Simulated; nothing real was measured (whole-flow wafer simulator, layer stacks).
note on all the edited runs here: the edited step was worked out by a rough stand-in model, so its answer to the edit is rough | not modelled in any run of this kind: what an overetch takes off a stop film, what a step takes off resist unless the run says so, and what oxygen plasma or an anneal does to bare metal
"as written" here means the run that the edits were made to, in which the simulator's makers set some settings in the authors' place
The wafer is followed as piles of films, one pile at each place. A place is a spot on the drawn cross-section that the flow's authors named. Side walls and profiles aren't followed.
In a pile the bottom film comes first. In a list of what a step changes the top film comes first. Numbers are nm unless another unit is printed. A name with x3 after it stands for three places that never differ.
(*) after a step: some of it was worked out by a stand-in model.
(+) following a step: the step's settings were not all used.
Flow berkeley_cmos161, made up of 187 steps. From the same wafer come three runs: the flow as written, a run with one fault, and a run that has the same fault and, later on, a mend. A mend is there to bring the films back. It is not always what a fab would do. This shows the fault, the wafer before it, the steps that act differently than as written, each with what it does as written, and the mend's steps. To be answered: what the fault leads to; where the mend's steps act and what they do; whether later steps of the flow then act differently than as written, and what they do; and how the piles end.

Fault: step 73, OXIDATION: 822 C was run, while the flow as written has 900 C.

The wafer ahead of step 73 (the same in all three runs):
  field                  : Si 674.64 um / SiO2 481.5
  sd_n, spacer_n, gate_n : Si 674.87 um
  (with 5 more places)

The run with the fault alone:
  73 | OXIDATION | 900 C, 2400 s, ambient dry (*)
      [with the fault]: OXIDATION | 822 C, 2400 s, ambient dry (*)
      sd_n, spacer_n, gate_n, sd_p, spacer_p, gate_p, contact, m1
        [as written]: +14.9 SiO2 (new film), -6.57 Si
        [with the fault]: +6.61 SiO2 (new film), -2.91 Si
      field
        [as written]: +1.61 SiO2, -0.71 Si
        [with the fault]: +0.36 SiO2, -0.16 Si
  Steps later in the flow that act otherwise than as written (not shown: 44 more steps that differ only slightly, by at most 2% or 0.5 nm, whichever is larger):
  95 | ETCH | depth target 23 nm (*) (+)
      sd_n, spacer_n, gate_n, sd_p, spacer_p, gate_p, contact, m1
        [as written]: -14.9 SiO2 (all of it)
        [with the fault]: -6.61 SiO2 (all of it)
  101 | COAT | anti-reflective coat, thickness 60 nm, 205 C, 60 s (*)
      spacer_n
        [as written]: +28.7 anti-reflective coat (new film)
        [with the fault]: +29.5 anti-reflective coat (new film)
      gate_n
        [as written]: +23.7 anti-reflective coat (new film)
        [with the fault]: +24.5 anti-reflective coat (new film)
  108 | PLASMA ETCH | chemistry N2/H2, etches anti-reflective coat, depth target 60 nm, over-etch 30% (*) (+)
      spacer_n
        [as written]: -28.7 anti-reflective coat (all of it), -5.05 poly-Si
        [with the fault]: -29.5 anti-reflective coat (all of it), -4.92 poly-Si
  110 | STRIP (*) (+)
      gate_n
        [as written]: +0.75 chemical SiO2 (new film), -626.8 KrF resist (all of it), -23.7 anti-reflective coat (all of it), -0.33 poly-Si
        [with the fault]: +0.75 chemical SiO2 (new film), -624.1 KrF resist (all of it), -24.5 anti-reflective coat (all of it), -0.33 poly-Si
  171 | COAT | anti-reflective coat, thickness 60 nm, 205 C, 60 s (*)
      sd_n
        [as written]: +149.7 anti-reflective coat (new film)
        [with the fault]: +146 anti-reflective coat (new film)
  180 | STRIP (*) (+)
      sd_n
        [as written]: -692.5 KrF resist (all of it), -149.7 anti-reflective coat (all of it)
        [with the fault]: -693 KrF resist (all of it), -146 anti-reflective coat (all of it)
  At the end the piles are close to the flow's at the places that both follow, differing by at most 2% or 0.5 nm, whichever is larger.

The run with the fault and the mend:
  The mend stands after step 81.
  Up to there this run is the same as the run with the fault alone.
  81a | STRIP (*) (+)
      sd_p
        -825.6 KrF resist (all of it)
      spacer_p
        -807.6 KrF resist (all of it)
      gate_p
        -806.5 KrF resist (all of it)
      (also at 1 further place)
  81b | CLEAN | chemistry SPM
      leaves every film unchanged at each place that is followed
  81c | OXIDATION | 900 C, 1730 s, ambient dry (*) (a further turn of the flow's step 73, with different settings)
      sd_n, spacer_n, gate_n, sd_p, spacer_p, gate_p, contact, m1
        +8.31 SiO2, -3.65 Si
      field
        +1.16 SiO2, -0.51 Si
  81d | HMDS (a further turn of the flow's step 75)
      leaves every film unchanged at each place that is followed
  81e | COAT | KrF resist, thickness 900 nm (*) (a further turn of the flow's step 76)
      field
        +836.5 KrF resist (new film)
      sd_n
        +1024.4 KrF resist (new film)
      spacer_n
        +984.7 KrF resist (new film)
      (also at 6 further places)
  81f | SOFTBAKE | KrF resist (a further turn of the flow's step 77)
      leaves every film unchanged at each place that is followed
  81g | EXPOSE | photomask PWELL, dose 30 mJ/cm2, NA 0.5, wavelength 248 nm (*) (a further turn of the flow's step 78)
      leaves every film unchanged at each place that is followed
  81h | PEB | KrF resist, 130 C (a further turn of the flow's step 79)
      sd_n, m1
        -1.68 KrF resist
      spacer_n, gate_n
        -1.61 KrF resist
      spacer_p, gate_p
        -1.6 KrF resist
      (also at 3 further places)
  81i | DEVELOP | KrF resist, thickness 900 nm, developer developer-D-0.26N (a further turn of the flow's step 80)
      sd_p, spacer_p, gate_p, m1
        -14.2 KrF resist
      field
        -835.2 KrF resist (all of it)
      sd_n
        -1022.8 KrF resist (all of it)
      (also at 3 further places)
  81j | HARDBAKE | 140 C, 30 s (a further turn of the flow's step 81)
      sd_p
        -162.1 KrF resist
      spacer_p
        -158.7 KrF resist
      gate_p
        -158.5 KrF resist
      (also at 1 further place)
  Later steps of the flow that are run all act as written at every place that is followed, up to a difference of at most 2% or 0.5 nm, whichever is larger.
  At the end the piles are close to the flow's at the places that both follow, differing by at most 2% or 0.5 nm, whichever is larger.
